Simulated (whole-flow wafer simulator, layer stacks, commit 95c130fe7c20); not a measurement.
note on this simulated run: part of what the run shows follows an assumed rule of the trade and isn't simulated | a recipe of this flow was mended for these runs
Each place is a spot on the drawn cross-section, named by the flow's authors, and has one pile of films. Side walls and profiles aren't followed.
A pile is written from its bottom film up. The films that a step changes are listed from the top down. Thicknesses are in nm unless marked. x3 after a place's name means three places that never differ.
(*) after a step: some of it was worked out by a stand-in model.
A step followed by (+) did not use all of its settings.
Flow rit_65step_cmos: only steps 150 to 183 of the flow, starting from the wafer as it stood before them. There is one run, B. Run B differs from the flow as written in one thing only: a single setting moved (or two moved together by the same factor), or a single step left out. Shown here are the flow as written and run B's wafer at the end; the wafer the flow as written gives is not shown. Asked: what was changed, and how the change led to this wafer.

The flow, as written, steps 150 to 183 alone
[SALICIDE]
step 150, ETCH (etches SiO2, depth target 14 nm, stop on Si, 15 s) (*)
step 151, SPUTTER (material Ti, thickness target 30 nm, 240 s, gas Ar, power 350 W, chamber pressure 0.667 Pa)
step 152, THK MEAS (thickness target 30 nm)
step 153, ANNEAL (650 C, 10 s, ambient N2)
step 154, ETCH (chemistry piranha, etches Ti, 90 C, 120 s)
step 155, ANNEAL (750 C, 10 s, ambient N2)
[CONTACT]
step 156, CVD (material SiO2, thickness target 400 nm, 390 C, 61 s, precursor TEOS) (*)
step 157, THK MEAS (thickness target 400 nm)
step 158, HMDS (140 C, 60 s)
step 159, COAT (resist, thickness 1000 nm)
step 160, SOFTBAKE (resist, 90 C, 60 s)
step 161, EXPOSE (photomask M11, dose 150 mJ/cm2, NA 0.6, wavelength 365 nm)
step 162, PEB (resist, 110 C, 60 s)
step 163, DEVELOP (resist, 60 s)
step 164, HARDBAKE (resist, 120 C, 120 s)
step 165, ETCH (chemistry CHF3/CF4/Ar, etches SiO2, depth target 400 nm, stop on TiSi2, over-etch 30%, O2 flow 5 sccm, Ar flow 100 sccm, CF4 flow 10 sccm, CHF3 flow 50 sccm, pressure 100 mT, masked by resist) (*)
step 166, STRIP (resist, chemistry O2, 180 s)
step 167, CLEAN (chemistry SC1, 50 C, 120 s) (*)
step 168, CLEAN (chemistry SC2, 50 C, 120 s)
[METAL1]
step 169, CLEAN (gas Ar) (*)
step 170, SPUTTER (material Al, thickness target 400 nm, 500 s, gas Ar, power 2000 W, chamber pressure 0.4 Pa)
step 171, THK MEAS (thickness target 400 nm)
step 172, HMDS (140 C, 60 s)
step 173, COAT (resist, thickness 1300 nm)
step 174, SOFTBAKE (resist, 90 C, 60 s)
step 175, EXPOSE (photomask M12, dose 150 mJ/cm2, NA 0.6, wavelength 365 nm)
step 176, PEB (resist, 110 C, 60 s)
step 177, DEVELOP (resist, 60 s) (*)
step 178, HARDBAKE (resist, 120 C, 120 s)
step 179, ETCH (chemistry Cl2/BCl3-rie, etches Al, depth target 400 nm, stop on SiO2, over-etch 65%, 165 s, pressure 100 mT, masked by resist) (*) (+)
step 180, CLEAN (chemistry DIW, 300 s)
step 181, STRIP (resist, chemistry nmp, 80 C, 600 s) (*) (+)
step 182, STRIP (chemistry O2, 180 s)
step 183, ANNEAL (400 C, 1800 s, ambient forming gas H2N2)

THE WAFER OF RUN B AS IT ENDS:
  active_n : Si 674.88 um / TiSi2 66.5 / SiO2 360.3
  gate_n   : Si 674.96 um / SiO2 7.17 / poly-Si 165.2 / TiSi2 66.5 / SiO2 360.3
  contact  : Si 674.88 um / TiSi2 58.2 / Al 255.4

What caused this: step 151, SPUTTER: thickness target 48 nm was run, whereas the flow has thickness target 30 nm; step 151, SPUTTER: 384 s was run, where the flow has 240 s.

How this came from the change, step by step:
  step 151, SPUTTER (material Ti, thickness target 30 nm, 240 s, gas Ar, power 350 W, chamber pressure 0.667 Pa)
      field, field_pw, field_nw and 11 more: +48 Ti (new film) (in the flow as written it would be: +30 Ti (new film))
  step 153, ANNEAL (650 C, 10 s, ambient N2)
      active_n, active_p, sd_n, sd_p, contact, m1: -27.8 Ti, +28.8 TiSi first (new film), +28 TiSi2 C49 (new film), -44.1 Si (in the flow as written it would be: -23.4 Ti, +15 TiSi first (new film), +37.2 TiSi2 C49 (new film), -43.1 Si)
      gate_n, gate_p: -27.8 Ti, +28.8 TiSi first (new film), +28 TiSi2 C49 (new film), -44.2 poly-Si (in the flow as written it would be: -23.4 Ti, +15 TiSi first (new film), +37.2 TiSi2 C49 (new film), -43.3 poly-Si)
  step 154, ETCH (chemistry piranha, etches Ti, 90 C, 120 s)
      active_n, active_p, gate_n, gate_p, sd_n, sd_p, contact, m1: -20.2 Ti (all of it), -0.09 TiSi first (in the flow as written it would be: -6.6 Ti (all of it), -0.1 TiSi first)
      field, field_pw, field_nw, field_p, spacer, spacer_p: -48 Ti (all of it) (in the flow as written it would be: -30 Ti (all of it))
  step 155, ANNEAL (750 C, 10 s, ambient N2)
      active_n, active_p, sd_n, sd_p, contact, m1: +66.5 TiSi2 (new film), -28.7 TiSi first (all of it), -28 TiSi2 C49 (all of it), -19 Si (in the flow as written it would be: +55.9 TiSi2 (new film), -14.9 TiSi first (all of it), -37.2 TiSi2 C49 (all of it), -9.91 Si)
      gate_n, gate_p: +66.5 TiSi2 (new film), -28.7 TiSi first (all of it), -28 TiSi2 C49 (all of it), -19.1 poly-Si (in the flow as written it would be: +55.9 TiSi2 (new film), -14.9 TiSi first (all of it), -37.2 TiSi2 C49 (all of it), -9.95 poly-Si)
